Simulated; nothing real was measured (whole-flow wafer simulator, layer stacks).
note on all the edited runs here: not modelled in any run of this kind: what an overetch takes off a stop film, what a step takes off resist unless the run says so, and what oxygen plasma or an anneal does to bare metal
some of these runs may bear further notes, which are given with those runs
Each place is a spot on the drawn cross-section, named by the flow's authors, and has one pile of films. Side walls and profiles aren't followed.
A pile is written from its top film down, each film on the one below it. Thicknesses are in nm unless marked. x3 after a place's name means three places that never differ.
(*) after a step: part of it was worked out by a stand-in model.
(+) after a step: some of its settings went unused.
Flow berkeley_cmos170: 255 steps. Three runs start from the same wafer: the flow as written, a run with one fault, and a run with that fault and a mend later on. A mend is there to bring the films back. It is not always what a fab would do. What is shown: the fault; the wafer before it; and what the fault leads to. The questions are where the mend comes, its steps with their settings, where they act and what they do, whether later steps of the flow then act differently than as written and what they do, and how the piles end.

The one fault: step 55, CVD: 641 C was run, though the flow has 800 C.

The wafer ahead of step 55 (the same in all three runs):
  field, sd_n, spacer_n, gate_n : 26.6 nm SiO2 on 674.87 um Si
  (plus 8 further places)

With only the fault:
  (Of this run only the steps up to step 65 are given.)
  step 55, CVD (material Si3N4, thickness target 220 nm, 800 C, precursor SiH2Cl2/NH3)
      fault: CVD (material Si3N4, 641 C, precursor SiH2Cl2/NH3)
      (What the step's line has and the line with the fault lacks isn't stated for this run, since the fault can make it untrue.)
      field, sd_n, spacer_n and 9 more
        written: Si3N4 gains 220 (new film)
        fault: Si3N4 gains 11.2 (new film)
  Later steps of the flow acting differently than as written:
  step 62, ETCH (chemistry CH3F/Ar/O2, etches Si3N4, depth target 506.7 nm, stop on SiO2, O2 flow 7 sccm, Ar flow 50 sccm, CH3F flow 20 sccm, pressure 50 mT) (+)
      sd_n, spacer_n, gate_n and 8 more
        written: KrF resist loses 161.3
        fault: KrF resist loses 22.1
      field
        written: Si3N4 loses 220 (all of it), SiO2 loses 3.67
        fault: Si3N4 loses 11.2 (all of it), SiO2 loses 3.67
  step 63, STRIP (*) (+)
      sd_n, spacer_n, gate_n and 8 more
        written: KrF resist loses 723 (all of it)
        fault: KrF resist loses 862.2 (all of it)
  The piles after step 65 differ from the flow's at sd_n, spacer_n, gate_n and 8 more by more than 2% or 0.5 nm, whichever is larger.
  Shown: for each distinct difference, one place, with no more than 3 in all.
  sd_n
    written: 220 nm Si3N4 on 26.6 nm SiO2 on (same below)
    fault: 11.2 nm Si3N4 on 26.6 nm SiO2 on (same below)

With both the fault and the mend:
  After step 55 comes the mend.
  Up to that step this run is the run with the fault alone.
  step 55a, CVD (material Si3N4, thickness target 209 nm, 800 C, precursor SiH2Cl2/NH3) (a further turn of the flow's step 55, with different settings)
      field, sd_n, spacer_n and 9 more
        Si3N4 gains 209
  None of the later steps of the flow differs from how it acts as written, at any place that is followed, by more than 2% or 0.5 nm, whichever is larger.
  The piles end the same as the flow's at every place that both follow.
